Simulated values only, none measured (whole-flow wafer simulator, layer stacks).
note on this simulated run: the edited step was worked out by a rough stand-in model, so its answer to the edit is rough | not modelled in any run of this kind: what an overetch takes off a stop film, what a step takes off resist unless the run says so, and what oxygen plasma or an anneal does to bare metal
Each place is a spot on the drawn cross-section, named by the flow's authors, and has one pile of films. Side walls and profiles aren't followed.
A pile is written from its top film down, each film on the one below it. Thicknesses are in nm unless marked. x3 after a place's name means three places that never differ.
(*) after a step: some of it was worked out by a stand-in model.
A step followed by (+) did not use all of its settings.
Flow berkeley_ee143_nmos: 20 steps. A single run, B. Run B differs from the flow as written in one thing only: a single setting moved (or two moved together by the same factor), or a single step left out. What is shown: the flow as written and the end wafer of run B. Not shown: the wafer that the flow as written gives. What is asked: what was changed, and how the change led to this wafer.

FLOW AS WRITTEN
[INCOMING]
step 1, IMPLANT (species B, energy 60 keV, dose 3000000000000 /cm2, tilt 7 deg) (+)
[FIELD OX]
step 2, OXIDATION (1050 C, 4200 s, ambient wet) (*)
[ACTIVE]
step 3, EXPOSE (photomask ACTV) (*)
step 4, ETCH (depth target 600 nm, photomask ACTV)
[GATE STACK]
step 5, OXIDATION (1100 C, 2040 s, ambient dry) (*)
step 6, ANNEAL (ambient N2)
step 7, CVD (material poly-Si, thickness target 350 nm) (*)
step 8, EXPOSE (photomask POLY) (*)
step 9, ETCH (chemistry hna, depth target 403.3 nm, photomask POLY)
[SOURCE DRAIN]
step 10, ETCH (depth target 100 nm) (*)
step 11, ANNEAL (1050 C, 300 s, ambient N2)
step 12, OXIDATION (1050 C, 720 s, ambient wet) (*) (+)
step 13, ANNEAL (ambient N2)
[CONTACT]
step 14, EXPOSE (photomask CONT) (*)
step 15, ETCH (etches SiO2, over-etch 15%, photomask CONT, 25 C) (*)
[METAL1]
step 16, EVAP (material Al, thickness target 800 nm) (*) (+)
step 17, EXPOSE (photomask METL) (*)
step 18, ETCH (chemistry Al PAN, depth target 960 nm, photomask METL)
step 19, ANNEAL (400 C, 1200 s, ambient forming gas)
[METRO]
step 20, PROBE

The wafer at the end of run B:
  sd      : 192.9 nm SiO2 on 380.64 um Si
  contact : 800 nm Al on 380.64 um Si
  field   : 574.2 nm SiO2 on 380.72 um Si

Cause: step 10, ETCH: depth target 70 nm was run, though the flow has depth target 100 nm.

The path from the change to this, step by step:
  step 10, ETCH (depth target 100 nm) (*)
      sd, contact: -70 SiO2 (as written it would have been: -79.7 SiO2 (all of it))
      field: -70 SiO2 (as written it would have been: -100 SiO2)
  step 12, OXIDATION (1050 C, 720 s, ambient wet) (*) (+)
      sd, contact: +183.2 SiO2, -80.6 Si (as written it would have been: +189.4 SiO2 (new film), -83.4 Si)
      field: +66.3 SiO2, -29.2 Si (as written it would have been: +69.1 SiO2, -30.4 Si)
